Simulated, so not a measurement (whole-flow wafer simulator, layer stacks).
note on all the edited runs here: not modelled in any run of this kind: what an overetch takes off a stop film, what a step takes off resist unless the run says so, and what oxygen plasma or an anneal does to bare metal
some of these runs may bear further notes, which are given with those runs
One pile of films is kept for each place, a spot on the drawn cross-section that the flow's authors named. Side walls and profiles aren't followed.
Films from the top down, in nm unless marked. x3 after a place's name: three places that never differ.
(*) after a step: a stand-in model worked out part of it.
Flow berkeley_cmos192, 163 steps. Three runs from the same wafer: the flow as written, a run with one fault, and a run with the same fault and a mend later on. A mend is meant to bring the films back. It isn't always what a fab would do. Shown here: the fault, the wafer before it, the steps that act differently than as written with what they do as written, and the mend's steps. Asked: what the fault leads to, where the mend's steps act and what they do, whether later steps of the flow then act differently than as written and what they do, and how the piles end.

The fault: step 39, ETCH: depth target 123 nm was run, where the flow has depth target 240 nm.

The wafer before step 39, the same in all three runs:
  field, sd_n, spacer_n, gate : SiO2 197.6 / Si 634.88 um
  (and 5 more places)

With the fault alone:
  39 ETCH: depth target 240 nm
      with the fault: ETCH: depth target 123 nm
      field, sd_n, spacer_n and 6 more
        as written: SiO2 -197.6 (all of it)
        with the fault: SiO2 -123
  Later steps of the flow that act differently than as written (30 more steps differ only slightly, by at most 2% or 0.5 nm, whichever is larger, and aren't shown):
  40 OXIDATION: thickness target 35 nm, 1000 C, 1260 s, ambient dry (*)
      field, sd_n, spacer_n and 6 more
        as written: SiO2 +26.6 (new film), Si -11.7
        with the fault: SiO2 +13.1, Si -5.78
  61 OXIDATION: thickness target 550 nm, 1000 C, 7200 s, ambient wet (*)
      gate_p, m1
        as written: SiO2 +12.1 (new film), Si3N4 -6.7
        with the fault: SiO2 +12.1 (new film), Si3N4 -6.7, SiO2 +0.08
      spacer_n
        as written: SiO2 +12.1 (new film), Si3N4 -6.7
        with the fault: SiO2 +12.1 (new film), Si3N4 -6.7, SiO2 +0.12, Si -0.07
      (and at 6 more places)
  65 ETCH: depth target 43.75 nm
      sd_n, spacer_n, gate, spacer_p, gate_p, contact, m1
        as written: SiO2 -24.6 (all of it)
        with the fault: SiO2 -43.8
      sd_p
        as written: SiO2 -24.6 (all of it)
        with the fault: SiO2 -43.7
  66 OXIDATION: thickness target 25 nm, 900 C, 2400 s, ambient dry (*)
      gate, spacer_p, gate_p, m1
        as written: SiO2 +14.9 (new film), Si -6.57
        with the fault: SiO2 +8.65, Si -3.81
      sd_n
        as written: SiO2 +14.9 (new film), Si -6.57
        with the fault: SiO2 +7.99, Si -3.52
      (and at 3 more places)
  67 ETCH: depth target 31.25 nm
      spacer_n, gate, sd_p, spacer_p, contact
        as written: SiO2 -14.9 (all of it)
        with the fault: SiO2 -31.2
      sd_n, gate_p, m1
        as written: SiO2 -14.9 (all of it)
        with the fault: SiO2 -31.3
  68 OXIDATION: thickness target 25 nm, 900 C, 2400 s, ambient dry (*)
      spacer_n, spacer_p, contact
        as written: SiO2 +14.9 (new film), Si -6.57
        with the fault: SiO2 +8.6, Si -3.78
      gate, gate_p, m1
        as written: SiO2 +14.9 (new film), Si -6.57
        with the fault: SiO2 +8.6, Si -3.79
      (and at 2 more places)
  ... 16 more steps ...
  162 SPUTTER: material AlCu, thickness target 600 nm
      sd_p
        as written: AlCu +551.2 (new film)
        with the fault: AlCu +529.9 (new film)
  At the end the piles differ from the flow's by more than 2% or 0.5 nm, whichever is larger, at field, sd_p.
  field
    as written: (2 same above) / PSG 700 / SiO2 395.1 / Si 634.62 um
    with the fault: (2 same above) / PSG 700 / SiO2 416.6 / Si 634.65 um
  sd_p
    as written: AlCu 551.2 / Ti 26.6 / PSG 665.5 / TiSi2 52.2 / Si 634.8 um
    with the fault: AlCu 529.9 / Ti 25.9 / PSG 657.8 / TiSi2 51.2 / Si 634.81 um

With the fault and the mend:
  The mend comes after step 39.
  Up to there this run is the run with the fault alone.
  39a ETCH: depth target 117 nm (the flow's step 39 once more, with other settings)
      field, sd_n, spacer_n and 6 more
        SiO2 -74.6 (all of it)
  No later step of the flow acts differently than as written at any place that is followed.
  At the end the piles are the same as the flow's at every place that both follow.
